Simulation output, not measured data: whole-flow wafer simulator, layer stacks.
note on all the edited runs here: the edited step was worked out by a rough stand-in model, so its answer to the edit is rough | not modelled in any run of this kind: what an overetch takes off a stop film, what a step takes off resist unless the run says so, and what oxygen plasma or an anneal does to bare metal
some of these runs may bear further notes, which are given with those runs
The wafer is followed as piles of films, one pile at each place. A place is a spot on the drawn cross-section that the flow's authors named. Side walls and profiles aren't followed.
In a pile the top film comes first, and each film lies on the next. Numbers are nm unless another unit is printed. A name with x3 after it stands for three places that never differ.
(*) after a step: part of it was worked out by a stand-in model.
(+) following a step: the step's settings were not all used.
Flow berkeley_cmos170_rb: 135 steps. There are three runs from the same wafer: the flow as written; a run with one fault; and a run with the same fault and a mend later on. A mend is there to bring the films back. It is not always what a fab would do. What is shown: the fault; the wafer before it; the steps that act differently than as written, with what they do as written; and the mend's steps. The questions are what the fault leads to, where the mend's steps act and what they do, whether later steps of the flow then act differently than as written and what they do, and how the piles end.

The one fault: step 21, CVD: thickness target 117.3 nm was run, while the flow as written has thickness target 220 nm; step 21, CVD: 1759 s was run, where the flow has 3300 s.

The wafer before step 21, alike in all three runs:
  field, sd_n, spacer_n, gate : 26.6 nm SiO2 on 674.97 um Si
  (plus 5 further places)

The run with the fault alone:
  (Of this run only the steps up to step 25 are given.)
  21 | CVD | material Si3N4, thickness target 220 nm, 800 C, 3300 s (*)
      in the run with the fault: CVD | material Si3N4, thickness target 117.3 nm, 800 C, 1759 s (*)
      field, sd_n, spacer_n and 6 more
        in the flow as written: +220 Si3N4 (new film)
        in the run with the fault: +117.3 Si3N4 (new film)
  Later steps of the flow up to step 25 that are run all act as written at every place that is followed.
  After step 25, at field, sd_n, spacer_n and 6 more, the piles differ from the flow's by more than 2% or 0.5 nm, whichever is larger.
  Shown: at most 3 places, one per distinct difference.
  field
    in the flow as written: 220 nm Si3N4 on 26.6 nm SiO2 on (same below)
    in the run with the fault: 117.3 nm Si3N4 on 26.6 nm SiO2 on (same below)
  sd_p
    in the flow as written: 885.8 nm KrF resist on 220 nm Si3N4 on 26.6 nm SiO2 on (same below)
    in the run with the fault: 885.8 nm KrF resist on 117.3 nm Si3N4 on 26.6 nm SiO2 on (same below)

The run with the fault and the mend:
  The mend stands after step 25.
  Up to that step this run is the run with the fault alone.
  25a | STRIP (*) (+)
      sd_p, spacer_p, gate_p, m1
        -885.8 KrF resist (all of it)
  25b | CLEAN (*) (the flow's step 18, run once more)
      does not change any film at any place that is followed
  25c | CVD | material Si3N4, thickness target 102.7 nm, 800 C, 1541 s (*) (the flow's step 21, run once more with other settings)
      field, sd_n, spacer_n and 6 more
        +102.7 Si3N4
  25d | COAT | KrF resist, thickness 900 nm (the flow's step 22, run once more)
      field, sd_n, spacer_n and 6 more
        +900 KrF resist (new film)
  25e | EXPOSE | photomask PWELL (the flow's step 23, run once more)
      does not change any film at any place that is followed
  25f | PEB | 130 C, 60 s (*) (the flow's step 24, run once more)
      does not change any film at any place that is followed
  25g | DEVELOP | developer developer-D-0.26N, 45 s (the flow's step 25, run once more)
      field, sd_n, spacer_n, gate, contact
        -900 KrF resist (all of it)
      sd_p, spacer_p, gate_p, m1
        -14.2 KrF resist
  Later steps of the flow that are run all act as written at every place that is followed.
  At every place that both follow, the piles at the end match the flow's.
